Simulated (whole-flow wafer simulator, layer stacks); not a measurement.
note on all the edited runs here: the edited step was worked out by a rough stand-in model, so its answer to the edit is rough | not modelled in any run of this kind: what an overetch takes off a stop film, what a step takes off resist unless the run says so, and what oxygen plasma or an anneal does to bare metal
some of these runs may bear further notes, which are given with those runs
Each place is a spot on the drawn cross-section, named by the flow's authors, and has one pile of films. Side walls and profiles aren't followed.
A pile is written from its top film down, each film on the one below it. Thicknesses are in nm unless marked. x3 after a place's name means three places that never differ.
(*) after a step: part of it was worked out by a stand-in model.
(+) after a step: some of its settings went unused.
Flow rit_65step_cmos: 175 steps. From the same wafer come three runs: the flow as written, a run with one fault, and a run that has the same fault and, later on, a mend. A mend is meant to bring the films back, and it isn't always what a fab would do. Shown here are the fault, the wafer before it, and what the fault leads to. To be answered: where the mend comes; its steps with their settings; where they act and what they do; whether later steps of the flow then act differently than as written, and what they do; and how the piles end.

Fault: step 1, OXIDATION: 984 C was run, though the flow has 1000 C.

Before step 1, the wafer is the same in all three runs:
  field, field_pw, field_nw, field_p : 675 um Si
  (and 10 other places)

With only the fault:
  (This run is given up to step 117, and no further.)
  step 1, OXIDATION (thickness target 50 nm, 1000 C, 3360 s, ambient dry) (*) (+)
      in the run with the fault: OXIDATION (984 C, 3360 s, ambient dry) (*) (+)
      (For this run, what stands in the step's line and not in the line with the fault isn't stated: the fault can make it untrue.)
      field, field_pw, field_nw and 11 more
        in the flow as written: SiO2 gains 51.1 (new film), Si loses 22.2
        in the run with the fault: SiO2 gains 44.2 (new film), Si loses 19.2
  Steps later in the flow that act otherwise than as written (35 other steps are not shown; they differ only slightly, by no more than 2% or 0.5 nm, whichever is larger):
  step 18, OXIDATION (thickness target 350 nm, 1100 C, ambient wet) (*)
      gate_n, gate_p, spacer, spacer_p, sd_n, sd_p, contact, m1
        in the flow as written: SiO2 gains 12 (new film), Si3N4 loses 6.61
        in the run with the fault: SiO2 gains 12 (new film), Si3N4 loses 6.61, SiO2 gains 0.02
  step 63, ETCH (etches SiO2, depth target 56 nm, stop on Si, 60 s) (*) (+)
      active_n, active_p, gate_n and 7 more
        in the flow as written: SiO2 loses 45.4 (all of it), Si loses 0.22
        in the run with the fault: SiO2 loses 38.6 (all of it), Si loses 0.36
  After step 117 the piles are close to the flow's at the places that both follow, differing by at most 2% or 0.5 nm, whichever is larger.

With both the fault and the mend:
  The mend stands after step 2.
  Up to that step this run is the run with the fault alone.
  step 2a, ETCH (depth target 51 nm, 21.5 C, 57 s)
      field, field_pw, field_nw and 11 more
        SiO2 loses 44.2 (all of it)
  step 2b, CLEAN (chemistry SC2, 75 C, 600 s)
      field, field_pw, field_nw and 11 more
        chemical SiO2 gains 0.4 (new film), Si loses 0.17
  step 2c, OXIDATION (1000 C, 3360 s, ambient dry) (*) (a further turn of the flow's step 1, with different settings)
      field, field_pw, field_nw and 11 more
        SiO2 gains 51 (new film), chemical SiO2 loses 0.4 (all of it), Si loses 22.3
  Steps later in the flow that act otherwise than as written (17 other steps are not shown; they differ only slightly, by no more than 2% or 0.5 nm, whichever is larger):
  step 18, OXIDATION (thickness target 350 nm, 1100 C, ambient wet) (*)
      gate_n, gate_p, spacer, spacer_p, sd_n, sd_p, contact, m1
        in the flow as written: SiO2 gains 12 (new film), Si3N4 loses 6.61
        in the run with the mend: SiO2 gains 12 (new film), Si3N4 loses 6.61, SiO2 gains 0.03
  At the end the piles are close to the flow's at the places that both follow, differing by at most 2% or 0.5 nm, whichever is larger.
